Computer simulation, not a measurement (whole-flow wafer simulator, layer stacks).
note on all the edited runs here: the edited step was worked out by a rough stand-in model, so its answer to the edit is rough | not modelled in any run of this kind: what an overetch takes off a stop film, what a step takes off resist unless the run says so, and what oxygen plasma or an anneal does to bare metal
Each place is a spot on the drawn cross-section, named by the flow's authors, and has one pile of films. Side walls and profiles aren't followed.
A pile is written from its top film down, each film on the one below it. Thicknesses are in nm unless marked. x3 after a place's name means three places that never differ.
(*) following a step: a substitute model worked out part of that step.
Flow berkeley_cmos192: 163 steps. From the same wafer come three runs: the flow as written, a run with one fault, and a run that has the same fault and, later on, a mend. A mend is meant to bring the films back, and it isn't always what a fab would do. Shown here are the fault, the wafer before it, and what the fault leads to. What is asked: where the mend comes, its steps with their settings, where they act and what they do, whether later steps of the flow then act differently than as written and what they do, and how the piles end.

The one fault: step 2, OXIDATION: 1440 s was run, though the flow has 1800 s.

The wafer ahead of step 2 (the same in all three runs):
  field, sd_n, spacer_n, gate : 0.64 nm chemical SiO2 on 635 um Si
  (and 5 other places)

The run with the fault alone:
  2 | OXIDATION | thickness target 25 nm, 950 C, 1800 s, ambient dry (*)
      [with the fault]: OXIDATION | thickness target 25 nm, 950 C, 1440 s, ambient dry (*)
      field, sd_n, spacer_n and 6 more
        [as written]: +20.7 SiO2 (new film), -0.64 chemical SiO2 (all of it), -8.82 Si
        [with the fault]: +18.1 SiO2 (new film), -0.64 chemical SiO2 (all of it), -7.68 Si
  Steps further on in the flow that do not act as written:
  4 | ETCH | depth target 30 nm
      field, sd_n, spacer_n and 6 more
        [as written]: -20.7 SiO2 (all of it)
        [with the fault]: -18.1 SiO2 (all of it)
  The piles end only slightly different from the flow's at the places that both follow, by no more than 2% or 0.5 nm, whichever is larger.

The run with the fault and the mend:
  The mend stands after step 2.
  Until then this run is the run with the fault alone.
  2a | OXIDATION | thickness target 25 nm, 950 C, 360 s, ambient dry (*) (the flow's step 2 again, with other settings)
      field, sd_n, spacer_n and 6 more
        +2.6 SiO2, -1.15 Si
  Later steps of the flow that are run all act as written at every place that is followed.
  The piles end the same as the flow's at every place that both follow.
